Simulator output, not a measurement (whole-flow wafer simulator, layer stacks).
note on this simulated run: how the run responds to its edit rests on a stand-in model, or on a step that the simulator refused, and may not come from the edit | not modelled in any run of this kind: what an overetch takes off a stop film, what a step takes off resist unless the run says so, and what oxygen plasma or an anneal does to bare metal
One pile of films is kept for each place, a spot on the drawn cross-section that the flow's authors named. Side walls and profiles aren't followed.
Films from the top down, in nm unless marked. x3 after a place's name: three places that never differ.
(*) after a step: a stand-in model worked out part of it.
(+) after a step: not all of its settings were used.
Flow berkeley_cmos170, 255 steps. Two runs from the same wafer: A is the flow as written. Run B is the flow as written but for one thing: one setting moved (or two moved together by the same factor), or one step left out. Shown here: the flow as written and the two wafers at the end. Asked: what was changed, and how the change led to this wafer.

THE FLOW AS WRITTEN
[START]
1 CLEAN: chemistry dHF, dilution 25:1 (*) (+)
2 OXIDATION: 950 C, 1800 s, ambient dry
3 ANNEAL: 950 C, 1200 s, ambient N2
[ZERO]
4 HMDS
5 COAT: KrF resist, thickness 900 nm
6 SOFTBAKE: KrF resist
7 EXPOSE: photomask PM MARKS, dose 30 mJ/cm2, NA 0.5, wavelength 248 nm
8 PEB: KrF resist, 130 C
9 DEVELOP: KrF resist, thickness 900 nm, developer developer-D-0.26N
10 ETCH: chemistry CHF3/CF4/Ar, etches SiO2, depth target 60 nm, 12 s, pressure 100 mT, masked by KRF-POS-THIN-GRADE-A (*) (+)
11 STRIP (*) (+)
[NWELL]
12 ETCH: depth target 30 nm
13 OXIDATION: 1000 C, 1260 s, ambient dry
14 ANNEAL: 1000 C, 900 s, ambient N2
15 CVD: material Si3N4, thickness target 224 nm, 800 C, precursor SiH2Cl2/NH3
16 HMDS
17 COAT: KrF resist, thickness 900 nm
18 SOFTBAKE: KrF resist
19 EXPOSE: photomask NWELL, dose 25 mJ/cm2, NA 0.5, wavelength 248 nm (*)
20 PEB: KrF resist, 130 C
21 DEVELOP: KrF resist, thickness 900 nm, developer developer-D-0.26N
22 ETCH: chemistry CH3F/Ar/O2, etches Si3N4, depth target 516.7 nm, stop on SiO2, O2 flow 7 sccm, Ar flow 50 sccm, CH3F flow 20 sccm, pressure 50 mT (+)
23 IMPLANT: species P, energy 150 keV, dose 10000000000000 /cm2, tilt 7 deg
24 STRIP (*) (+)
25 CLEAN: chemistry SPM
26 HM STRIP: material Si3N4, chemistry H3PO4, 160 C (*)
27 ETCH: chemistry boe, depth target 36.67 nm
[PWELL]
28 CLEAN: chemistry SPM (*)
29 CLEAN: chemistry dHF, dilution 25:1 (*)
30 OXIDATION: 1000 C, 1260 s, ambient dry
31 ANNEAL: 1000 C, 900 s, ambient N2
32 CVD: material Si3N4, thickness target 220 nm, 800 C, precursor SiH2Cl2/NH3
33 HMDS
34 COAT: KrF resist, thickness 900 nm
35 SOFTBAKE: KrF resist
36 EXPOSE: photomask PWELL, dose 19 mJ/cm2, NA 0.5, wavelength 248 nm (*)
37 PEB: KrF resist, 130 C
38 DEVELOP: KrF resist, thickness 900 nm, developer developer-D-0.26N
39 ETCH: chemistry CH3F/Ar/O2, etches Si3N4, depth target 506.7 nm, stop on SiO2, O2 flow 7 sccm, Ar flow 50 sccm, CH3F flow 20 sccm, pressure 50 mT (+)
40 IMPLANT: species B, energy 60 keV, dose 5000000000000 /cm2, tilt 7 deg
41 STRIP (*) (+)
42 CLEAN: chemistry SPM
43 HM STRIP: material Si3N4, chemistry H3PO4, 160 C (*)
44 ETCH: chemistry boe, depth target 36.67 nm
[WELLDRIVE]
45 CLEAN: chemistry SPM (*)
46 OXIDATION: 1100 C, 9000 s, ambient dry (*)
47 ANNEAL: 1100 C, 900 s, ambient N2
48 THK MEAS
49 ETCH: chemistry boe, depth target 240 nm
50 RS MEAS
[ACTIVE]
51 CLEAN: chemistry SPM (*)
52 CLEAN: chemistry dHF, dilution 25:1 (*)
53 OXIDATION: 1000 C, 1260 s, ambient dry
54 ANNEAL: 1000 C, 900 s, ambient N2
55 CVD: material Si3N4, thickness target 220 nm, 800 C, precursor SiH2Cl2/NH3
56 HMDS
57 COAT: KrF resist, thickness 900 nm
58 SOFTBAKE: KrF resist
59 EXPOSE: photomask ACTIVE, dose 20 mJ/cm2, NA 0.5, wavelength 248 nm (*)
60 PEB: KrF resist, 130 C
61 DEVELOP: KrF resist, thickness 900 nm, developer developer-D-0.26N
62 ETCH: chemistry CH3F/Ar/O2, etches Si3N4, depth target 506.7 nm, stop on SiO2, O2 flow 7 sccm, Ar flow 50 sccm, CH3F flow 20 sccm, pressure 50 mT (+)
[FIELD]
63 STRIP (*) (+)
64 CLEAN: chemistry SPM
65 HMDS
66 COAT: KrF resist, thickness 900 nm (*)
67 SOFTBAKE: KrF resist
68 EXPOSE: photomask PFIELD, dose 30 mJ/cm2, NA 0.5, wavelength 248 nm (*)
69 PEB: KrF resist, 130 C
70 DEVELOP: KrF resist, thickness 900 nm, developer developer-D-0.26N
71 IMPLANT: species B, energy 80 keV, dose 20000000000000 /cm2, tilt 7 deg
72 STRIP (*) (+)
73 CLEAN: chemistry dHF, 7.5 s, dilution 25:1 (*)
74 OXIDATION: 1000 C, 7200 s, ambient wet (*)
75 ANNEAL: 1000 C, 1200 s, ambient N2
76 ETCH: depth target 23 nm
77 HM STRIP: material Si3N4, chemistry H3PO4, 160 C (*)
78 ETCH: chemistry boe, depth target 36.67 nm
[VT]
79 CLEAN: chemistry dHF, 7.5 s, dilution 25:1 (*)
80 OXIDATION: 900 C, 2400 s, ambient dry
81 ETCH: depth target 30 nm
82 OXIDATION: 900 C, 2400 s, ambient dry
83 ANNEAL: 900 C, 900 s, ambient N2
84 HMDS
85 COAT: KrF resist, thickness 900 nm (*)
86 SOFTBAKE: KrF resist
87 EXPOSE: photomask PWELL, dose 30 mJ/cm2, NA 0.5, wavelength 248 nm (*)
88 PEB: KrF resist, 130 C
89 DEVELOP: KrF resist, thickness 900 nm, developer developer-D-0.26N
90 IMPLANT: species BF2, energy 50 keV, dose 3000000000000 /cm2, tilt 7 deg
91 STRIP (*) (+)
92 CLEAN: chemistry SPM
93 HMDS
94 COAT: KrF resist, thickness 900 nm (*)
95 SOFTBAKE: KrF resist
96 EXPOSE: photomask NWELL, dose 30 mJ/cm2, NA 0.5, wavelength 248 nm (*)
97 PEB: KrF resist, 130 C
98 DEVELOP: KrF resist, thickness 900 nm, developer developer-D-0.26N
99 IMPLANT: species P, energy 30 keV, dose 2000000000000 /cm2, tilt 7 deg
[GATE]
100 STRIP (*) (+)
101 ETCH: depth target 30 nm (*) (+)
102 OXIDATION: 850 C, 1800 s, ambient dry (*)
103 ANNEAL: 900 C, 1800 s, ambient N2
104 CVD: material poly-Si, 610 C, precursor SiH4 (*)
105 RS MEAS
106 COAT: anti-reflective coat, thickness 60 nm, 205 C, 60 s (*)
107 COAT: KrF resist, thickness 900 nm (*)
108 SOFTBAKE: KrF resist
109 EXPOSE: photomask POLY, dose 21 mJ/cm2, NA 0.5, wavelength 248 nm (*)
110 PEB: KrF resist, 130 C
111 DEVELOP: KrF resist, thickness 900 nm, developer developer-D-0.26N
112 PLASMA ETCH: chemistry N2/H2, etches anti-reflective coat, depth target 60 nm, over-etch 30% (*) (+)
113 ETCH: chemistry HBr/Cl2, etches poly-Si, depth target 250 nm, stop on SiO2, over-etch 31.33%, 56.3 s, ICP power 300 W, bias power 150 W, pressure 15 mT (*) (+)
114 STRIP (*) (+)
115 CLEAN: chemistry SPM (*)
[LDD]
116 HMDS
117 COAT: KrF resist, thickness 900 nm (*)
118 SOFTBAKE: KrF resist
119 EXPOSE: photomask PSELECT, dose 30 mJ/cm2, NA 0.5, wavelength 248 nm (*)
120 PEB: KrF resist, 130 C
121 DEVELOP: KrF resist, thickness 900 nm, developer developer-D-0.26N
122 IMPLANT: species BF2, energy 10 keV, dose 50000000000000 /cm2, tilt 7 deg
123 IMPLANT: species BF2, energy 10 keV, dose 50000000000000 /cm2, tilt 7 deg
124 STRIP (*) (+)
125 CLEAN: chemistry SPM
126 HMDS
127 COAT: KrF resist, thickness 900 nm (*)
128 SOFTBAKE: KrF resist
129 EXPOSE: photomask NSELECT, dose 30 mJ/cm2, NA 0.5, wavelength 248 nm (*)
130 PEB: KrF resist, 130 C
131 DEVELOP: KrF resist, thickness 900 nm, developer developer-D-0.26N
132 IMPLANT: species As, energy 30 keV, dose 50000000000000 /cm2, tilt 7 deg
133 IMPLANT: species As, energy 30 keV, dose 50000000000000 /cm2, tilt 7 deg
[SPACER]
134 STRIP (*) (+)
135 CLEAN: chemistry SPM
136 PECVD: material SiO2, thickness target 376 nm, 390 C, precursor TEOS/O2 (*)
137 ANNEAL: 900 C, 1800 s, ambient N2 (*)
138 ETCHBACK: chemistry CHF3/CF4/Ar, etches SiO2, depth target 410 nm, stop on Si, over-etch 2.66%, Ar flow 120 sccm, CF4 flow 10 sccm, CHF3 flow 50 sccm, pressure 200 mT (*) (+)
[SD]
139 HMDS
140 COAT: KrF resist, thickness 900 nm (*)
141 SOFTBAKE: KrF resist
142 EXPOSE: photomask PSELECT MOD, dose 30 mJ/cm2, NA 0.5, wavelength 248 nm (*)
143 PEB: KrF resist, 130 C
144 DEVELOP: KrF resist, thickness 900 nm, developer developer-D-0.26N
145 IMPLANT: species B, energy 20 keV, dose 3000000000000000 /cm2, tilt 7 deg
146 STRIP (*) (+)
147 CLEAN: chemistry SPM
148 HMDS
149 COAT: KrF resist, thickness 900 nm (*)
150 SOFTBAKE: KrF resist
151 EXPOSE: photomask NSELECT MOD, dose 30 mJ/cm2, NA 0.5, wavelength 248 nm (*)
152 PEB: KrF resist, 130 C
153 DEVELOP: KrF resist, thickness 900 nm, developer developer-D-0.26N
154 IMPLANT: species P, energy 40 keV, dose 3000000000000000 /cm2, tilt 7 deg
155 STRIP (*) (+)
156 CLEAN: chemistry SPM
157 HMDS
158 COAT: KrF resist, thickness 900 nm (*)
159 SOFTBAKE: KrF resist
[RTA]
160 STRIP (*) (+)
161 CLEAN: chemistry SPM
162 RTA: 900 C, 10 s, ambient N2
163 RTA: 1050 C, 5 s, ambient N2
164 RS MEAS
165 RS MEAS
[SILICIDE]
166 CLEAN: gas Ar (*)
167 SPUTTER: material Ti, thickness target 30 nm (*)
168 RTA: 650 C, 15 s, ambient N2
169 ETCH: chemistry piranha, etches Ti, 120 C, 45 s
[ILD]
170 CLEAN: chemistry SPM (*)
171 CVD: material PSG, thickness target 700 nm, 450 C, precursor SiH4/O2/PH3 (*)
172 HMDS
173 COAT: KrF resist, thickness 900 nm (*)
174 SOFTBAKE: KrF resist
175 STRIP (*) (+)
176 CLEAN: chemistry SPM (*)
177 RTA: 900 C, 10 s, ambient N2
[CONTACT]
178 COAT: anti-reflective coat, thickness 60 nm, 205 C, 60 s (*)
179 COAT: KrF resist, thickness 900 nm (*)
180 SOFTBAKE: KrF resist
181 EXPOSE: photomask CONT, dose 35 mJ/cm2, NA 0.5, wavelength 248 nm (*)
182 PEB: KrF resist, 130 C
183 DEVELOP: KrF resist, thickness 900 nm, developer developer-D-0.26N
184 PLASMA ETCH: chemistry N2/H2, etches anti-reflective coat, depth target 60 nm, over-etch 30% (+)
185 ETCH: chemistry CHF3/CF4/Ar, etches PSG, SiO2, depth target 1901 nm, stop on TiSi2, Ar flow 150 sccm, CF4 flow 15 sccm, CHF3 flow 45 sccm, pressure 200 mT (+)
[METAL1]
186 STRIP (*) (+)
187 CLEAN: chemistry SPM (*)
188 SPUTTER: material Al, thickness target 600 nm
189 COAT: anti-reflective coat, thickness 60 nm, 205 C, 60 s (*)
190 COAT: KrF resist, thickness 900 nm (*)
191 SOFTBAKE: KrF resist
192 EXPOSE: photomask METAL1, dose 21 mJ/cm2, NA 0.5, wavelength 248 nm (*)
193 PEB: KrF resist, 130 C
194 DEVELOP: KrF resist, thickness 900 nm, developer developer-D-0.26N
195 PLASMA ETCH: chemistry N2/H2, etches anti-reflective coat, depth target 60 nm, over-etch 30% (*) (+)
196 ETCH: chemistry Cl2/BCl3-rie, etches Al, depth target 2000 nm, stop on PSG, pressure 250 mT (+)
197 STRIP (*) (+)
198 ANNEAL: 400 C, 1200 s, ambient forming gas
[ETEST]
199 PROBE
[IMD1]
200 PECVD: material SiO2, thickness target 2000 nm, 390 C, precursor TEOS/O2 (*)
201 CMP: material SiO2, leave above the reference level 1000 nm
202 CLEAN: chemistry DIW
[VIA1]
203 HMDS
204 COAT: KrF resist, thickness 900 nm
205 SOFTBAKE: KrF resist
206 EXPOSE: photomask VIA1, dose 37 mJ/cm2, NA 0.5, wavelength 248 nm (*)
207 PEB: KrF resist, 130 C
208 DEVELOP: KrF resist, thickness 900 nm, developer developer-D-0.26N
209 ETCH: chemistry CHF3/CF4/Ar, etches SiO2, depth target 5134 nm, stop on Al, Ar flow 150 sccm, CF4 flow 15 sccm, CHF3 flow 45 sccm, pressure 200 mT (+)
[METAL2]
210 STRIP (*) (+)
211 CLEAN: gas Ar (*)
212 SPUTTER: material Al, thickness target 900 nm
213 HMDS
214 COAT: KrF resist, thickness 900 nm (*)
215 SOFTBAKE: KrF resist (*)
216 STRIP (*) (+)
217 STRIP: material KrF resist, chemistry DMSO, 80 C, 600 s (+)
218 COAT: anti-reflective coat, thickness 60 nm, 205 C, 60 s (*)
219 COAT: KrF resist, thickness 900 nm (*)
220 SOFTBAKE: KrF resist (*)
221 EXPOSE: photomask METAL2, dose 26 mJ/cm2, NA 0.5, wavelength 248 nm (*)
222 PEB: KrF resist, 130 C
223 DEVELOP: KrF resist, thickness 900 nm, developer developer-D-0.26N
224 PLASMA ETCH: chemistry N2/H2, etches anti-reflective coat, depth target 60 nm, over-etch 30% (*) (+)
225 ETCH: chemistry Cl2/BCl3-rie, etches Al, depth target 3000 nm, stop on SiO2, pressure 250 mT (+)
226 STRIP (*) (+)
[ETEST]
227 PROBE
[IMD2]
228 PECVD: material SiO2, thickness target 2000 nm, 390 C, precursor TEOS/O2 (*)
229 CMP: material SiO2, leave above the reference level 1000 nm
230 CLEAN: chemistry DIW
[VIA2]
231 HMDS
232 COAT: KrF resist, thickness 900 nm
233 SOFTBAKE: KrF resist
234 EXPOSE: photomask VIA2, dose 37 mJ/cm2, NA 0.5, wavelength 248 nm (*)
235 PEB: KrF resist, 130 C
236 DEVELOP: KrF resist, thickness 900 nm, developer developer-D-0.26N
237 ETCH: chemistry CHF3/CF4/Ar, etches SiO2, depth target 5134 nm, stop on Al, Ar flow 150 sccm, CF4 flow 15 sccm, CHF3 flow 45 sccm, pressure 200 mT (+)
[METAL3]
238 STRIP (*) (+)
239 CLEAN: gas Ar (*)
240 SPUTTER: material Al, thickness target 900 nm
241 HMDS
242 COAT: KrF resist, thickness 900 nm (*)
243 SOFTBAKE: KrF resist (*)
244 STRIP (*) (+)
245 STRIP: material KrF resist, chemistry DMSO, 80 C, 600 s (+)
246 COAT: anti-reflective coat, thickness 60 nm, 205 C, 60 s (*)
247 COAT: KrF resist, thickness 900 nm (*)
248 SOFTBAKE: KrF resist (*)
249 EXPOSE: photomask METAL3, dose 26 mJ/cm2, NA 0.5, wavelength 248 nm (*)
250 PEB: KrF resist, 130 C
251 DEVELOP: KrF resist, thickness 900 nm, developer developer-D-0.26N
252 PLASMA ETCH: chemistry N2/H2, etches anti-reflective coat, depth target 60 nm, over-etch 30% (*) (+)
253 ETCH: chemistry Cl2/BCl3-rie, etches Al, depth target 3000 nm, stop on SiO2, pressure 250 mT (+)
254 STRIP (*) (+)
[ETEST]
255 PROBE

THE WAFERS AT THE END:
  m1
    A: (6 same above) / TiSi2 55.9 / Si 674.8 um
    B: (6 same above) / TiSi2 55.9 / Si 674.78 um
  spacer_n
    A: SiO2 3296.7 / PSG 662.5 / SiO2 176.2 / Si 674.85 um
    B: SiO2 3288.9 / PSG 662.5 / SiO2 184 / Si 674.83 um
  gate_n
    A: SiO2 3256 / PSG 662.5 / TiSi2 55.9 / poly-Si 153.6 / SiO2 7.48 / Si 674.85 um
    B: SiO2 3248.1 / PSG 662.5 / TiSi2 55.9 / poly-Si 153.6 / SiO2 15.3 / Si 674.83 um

The cause: step 53, OXIDATION: 1200 C was run, where the flow has 1000 C.

How the change led to this, step by step:
  53 OXIDATION: 1000 C, 1260 s, ambient dry
      field, sd_n, spacer_n and 9 more: A SiO2 +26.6 (new film), Si -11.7 | B SiO2 +100.7 (new film), Si -44.3
  74 OXIDATION: 1000 C, 7200 s, ambient wet (*)
      sd_n, sd_p: A SiO2 +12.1 (new film), Si3N4 -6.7, SiO2 +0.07, Si -0.07 | B SiO2 +12.1 (new film), Si3N4 -6.7
      field: A SiO2 +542, Si -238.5 | B SiO2 +494.8, Si -217.7
  78 ETCH: chemistry boe, depth target 36.67 nm
      sd_n, spacer_n, gate_n and 8 more: A SiO2 -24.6 (all of it) | B SiO2 -36.7
  79 CLEAN: chemistry dHF, 7.5 s, dilution 25:1 (*)
      sd_n, spacer_n, gate_n and 8 more: A nothing | B SiO2 -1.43
  80 OXIDATION: 900 C, 2400 s, ambient dry
      sd_n, spacer_n, gate_n and 8 more: A SiO2 +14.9 (new film), Si -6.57 | B SiO2 +5.27, Si -2.32
  81 ETCH: depth target 30 nm
      sd_n, spacer_n, gate_n and 8 more: A SiO2 -14.9 (all of it) | B SiO2 -30
  82 OXIDATION: 900 C, 2400 s, ambient dry
      sd_n, spacer_n, gate_n and 8 more: A SiO2 +14.9 (new film), Si -6.57 | B SiO2 +6.1, Si -2.68
  101 ETCH: depth target 30 nm (*) (+)
      sd_n, spacer_n, gate_n and 8 more: A SiO2 -14.9 (all of it) | B SiO2 -30
  102 OXIDATION: 850 C, 1800 s, ambient dry (*)
      sd_n, spacer_n, gate_n and 8 more: A SiO2 +7.48 (new film), Si -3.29 | B SiO2 +3.36, Si -1.48
  106 COAT: anti-reflective coat, thickness 60 nm, 205 C, 60 s (*)
      sd_n: A anti-reflective coat +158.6 (new film) | B anti-reflective coat +183.9 (new film)
      spacer_n: A anti-reflective coat +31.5 (new film) | B anti-reflective coat +25.6 (new film)
      (and at 8 more places)
  107 COAT: KrF resist, thickness 900 nm (*)
      spacer_n: A KrF resist +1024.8 (new film) | B KrF resist +1049.9 (new film)
      gate_n: A KrF resist +1027.4 (new film) | B KrF resist +1052.5 (new film)
  111 DEVELOP: KrF resist, thickness 900 nm, developer developer-D-0.26N
      spacer_n: A KrF resist -1023.1 (all of it) | B KrF resist -1048.2 (all of it)
  112 PLASMA ETCH: chemistry N2/H2, etches anti-reflective coat, depth target 60 nm, over-etch 30% (*) (+)
      field: A anti-reflective coat -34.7 (all of it), poly-Si -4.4 | B anti-reflective coat -35.3 (all of it), poly-Si -5.23
      sd_n: A anti-reflective coat -158.6 (all of it), poly-Si -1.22 | B anti-reflective coat -183.9 (all of it), poly-Si -1.41
      (and at 8 more places)
  114 STRIP (*) (+)
      gate_n: A chemical SiO2 +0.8 (new film), KrF resist -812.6 (all of it), anti-reflective coat -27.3 (all of it), poly-Si -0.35 | B chemical SiO2 +0.8 (new film), KrF resist -837.7 (all of it), anti-reflective coat -21 (all of it), poly-Si -0.35
      gate_p: A chemical SiO2 +0.8 (new film), KrF resist -782.1 (all of it), anti-reflective coat -29.6 (all of it), poly-Si -0.35 | B chemical SiO2 +0.8 (new film), KrF resist -796.2 (all of it), anti-reflective coat -26.5 (all of it), poly-Si -0.35
  138 ETCHBACK: chemistry CHF3/CF4/Ar, etches SiO2, depth target 410 nm, stop on Si, over-etch 2.66%, Ar flow 120 sccm, CF4 flow 10 sccm, CHF3 flow 50 sccm, pressure 200 mT (*) (+)
      sd_n, sd_p, contact, m1, via1, m2, via2: A SiO2 -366 (all of it) | B SiO2 -373.8 (all of it)
  140 COAT: KrF resist, thickness 900 nm (*)
      sd_n: A KrF resist +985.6 (new film) | B KrF resist +1008.9 (new film)
  ... 14 more steps ...
  201 CMP: material SiO2, leave above the reference level 1000 nm
      field: A SiO2 -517 | B SiO2 -554.6
